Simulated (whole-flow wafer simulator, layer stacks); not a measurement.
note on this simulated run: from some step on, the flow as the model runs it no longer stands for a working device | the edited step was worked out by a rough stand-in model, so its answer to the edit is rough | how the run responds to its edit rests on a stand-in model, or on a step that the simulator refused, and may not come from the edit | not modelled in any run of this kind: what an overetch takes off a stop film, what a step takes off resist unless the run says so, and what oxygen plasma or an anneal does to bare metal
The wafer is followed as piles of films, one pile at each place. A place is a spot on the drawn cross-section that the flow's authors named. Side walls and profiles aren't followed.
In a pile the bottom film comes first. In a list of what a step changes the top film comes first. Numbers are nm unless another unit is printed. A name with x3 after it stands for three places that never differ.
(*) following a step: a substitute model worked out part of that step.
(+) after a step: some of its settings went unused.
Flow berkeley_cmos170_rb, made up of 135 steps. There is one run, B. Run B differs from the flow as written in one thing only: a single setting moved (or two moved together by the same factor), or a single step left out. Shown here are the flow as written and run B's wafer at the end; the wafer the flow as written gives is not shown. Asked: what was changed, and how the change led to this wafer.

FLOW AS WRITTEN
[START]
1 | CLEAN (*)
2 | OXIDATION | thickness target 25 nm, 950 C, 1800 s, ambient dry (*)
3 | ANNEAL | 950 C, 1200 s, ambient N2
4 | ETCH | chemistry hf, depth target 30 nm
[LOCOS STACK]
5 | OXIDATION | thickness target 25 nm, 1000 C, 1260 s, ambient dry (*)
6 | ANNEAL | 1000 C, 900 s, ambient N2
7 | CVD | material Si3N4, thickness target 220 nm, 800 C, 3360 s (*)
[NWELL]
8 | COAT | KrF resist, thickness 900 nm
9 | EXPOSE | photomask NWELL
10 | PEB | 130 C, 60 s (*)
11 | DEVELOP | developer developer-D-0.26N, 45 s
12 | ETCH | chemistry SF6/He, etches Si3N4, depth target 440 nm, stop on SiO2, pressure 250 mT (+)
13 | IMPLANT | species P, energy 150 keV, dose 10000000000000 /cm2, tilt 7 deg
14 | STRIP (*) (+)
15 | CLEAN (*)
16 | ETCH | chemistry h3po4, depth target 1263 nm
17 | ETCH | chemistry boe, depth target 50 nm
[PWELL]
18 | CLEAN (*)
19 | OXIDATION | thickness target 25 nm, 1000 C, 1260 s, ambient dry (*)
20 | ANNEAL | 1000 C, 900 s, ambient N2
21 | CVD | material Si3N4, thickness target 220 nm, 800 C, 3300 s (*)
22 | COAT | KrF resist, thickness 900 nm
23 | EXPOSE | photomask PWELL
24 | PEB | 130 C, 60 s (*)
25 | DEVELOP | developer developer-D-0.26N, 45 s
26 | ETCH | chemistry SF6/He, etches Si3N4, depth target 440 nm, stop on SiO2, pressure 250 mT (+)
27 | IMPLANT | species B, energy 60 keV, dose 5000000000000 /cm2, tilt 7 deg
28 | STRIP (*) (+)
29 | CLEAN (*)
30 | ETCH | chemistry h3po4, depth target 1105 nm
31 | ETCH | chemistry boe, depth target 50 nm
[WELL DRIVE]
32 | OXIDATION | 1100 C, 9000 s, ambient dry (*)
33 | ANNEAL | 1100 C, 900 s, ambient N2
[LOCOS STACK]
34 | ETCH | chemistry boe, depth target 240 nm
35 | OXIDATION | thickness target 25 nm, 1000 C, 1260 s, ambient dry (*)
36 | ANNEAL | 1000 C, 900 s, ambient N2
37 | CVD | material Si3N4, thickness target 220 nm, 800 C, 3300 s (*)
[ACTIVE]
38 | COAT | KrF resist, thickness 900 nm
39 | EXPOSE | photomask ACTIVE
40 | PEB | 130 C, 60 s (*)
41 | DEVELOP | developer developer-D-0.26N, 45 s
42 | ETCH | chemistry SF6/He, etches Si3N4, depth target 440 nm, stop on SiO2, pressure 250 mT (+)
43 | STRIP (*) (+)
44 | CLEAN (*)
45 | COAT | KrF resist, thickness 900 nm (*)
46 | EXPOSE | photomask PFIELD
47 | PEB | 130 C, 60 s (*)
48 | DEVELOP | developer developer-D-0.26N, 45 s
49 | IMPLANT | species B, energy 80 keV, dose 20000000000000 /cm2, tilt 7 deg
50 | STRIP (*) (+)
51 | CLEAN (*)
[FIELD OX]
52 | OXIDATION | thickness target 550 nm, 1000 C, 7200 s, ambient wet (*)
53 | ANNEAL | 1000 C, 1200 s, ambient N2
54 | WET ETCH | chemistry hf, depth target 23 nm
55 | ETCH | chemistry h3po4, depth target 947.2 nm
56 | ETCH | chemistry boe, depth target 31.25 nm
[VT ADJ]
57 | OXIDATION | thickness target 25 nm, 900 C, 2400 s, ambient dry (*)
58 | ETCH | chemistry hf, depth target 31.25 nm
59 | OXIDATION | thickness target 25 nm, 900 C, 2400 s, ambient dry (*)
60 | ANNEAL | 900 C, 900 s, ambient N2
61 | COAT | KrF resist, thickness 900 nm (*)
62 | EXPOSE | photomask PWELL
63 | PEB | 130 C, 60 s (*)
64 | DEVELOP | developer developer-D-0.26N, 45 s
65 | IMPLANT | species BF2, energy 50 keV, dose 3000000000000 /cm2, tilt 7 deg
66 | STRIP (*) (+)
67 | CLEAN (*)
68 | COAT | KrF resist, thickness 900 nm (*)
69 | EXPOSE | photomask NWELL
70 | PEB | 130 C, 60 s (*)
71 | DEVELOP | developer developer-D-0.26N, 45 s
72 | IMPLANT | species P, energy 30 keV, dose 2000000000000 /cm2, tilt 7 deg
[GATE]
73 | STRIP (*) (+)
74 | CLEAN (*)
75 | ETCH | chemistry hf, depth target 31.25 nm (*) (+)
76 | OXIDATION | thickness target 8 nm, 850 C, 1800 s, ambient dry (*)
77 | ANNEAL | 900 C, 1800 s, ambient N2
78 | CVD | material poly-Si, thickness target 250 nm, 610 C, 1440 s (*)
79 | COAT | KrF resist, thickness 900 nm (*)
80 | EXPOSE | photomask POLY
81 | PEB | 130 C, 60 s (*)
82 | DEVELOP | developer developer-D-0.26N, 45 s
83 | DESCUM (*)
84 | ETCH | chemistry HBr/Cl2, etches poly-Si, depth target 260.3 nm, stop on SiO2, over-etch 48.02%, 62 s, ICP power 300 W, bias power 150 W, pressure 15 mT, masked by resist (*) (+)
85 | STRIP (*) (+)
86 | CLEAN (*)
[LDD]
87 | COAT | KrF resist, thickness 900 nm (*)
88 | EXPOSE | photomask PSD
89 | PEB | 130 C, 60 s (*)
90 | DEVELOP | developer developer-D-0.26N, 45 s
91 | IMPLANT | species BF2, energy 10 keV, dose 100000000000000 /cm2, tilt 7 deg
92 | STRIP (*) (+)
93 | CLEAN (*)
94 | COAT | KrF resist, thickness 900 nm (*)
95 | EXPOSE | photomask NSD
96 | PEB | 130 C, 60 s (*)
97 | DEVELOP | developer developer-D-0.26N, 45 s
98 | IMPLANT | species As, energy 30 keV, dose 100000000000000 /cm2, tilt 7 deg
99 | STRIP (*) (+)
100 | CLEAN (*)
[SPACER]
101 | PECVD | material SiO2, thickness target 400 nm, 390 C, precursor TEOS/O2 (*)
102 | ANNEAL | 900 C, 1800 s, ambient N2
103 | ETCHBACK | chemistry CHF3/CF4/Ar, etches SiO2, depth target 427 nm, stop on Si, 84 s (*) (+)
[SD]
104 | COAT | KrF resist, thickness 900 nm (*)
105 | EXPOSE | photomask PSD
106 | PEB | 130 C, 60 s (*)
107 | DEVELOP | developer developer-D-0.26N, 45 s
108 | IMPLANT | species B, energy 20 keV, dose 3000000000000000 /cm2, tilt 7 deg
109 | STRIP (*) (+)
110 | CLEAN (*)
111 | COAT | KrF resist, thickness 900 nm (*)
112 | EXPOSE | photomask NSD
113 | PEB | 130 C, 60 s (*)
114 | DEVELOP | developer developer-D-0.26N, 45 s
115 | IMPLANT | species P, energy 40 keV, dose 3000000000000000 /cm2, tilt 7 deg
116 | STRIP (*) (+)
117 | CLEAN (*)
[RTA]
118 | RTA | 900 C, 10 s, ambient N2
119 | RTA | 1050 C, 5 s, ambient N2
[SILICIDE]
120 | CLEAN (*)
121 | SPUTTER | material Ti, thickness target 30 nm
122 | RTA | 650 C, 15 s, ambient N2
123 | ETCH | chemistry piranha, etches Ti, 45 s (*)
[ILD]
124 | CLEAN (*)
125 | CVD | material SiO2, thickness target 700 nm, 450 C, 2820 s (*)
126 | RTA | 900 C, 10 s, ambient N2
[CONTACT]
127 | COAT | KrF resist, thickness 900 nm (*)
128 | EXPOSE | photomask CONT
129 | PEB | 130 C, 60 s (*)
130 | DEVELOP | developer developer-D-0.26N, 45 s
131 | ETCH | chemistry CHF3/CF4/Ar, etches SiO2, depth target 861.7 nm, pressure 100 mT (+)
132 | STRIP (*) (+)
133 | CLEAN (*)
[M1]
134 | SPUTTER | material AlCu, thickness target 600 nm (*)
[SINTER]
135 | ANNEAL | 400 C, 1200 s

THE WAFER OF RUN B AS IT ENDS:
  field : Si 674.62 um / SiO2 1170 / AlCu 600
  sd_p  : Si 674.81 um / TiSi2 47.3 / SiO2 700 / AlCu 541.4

Cause: step 75, ETCH: depth target 19.56 nm was run, whereas the flow has depth target 31.25 nm.

How this came from the change, step by step:
  75 | ETCH | chemistry hf, depth target 31.25 nm (*) (+)
      field: -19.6 SiO2 (in the flow as written it would be: -31.3 SiO2)
  121 | SPUTTER | material Ti, thickness target 30 nm
      sd_p: +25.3 Ti (new film) (in the flow as written it would be: +27.1 Ti (new film))
  122 | RTA | 650 C, 15 s, ambient N2
      sd_p: -19.7 Ti, +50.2 TiSi2 C49 (new film), -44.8 Si (in the flow as written it would be: -21.1 Ti, +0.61 TiSi first (new film), +52.9 TiSi2 C49 (new film), -47.6 Si)
  126 | RTA | 900 C, 10 s, ambient N2
      sd_p: under 1 film: +47.3 TiSi2 (new film), -50.2 TiSi2 C49 (all of it) (in the flow as written it would be: under 1 film: +50.7 TiSi2 (new film), -0.61 TiSi first (all of it), -52.9 TiSi2 C49 (all of it), -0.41 Si)
